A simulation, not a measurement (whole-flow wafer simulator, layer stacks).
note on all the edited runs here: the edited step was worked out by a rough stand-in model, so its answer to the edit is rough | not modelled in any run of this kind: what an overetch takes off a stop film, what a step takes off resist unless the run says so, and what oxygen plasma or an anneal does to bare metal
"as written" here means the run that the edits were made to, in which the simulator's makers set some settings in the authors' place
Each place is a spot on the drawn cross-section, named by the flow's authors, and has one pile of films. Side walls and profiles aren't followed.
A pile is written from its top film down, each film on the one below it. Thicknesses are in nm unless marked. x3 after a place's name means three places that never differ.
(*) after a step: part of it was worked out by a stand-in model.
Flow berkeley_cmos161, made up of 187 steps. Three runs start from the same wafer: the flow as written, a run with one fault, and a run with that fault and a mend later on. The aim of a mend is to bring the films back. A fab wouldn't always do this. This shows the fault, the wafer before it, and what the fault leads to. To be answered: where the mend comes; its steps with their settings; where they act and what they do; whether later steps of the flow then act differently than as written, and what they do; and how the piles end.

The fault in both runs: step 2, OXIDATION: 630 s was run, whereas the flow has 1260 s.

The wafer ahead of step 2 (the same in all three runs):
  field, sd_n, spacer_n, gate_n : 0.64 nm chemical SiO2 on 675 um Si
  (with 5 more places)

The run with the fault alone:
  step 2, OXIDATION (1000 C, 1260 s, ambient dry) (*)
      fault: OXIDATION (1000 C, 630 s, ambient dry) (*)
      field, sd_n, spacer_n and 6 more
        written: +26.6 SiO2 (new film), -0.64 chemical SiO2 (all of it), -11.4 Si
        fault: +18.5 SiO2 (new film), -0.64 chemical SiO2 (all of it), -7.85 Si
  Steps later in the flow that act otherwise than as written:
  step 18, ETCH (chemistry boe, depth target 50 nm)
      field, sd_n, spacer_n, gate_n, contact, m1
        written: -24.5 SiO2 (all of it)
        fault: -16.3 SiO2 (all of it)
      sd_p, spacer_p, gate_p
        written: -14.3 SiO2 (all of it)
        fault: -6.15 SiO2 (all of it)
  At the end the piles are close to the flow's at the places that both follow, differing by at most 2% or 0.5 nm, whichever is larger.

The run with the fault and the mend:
  The mend stands after step 2.
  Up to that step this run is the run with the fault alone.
  step 2a, OXIDATION (1000 C, 630 s, ambient dry) (*) (a further turn of the flow's step 2, with different settings)
      field, sd_n, spacer_n and 6 more
        +8.15 SiO2, -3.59 Si
  None of the later steps of the flow acts differently than as written at any place that is followed.
  The piles end the same as the flow's at every place that both follow.
